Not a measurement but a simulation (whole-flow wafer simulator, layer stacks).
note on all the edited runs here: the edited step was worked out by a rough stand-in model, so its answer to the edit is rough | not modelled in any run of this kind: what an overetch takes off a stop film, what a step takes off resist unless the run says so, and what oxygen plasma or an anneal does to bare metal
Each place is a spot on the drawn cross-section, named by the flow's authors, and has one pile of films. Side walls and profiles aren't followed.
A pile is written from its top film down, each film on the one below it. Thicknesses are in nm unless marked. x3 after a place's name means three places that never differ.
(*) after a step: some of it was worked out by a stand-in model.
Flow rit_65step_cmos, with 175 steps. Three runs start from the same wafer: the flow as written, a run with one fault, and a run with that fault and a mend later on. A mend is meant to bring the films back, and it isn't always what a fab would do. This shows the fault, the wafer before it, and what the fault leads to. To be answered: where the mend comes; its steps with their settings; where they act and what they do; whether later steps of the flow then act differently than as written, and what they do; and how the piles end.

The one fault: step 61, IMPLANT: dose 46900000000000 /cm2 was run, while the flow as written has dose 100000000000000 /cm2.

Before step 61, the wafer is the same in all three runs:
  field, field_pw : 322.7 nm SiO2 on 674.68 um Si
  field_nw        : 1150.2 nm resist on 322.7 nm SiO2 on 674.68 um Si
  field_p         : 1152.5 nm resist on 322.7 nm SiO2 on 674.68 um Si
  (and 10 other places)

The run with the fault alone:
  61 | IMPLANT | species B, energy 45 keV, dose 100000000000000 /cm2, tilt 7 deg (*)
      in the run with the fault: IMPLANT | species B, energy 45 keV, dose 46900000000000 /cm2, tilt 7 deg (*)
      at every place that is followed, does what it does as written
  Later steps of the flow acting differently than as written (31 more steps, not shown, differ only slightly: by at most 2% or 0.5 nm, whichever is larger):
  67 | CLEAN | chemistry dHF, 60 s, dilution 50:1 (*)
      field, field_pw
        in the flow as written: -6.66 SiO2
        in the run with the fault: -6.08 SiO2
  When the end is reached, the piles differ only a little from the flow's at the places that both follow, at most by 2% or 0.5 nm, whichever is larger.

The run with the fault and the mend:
  The mend follows step 62.
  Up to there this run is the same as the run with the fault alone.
  62a | HMDS | 140 C, 60 s (a further turn of the flow's step 54)
      leaves every film unchanged at each place that is followed
  62b | COAT | resist, thickness 1300 nm (a further turn of the flow's step 55)
      gate_n, gate_p, spacer, spacer_p, contact
        +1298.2 resist (new film)
      active_n, active_p, sd_p
        +1297.4 resist (new film)
      field_pw, field_nw
        +1313 resist (new film)
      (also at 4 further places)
  62c | SOFTBAKE | resist, 90 C, 60 s (a further turn of the flow's step 56)
      leaves every film unchanged at each place that is followed
  62d | EXPOSE | photomask M5, dose 250 mJ/cm2, NA 0.6, wavelength 365 nm (a further turn of the flow's step 57)
      leaves every film unchanged at each place that is followed
  62e | PEB | resist, 110 C, 60 s (a further turn of the flow's step 58)
      gate_n, gate_p, spacer, spacer_p, contact, m1
        -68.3 resist
      active_n, active_p, sd_n, sd_p
        -68.2 resist
      field, field_p
        -69.2 resist
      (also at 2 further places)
  62f | DEVELOP | resist, thickness 1300 nm, 68 s (a further turn of the flow's step 59)
      gate_n, spacer, contact
        -1229.9 resist (all of it)
      field
        -1246.5 resist (all of it)
      field_pw
        -1243.9 resist (all of it)
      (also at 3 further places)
  62g | HARDBAKE | resist, 140 C, 120 s (a further turn of the flow's step 60)
      active_p, gate_p, spacer_p
        -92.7 resist
      field_nw
        -93.8 resist
      field_p
        -94 resist
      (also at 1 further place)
  62h | IMPLANT | species B, energy 45 keV, dose 53100000000000 /cm2, tilt 7 deg (*) (a further turn of the flow's step 61, with different settings)
      leaves every film unchanged at each place that is followed
  62i | STRIP | resist, chemistry O2, 180 s (a further turn of the flow's step 62)
      active_p, sd_p
        -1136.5 resist (all of it)
      gate_p, spacer_p
        -1137.2 resist (all of it)
      field_nw
        -1150.2 resist (all of it)
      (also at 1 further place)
  Every later step of the flow that is run acts as written at every place that is followed.
  The piles end the same as the flow's at every place that both follow.
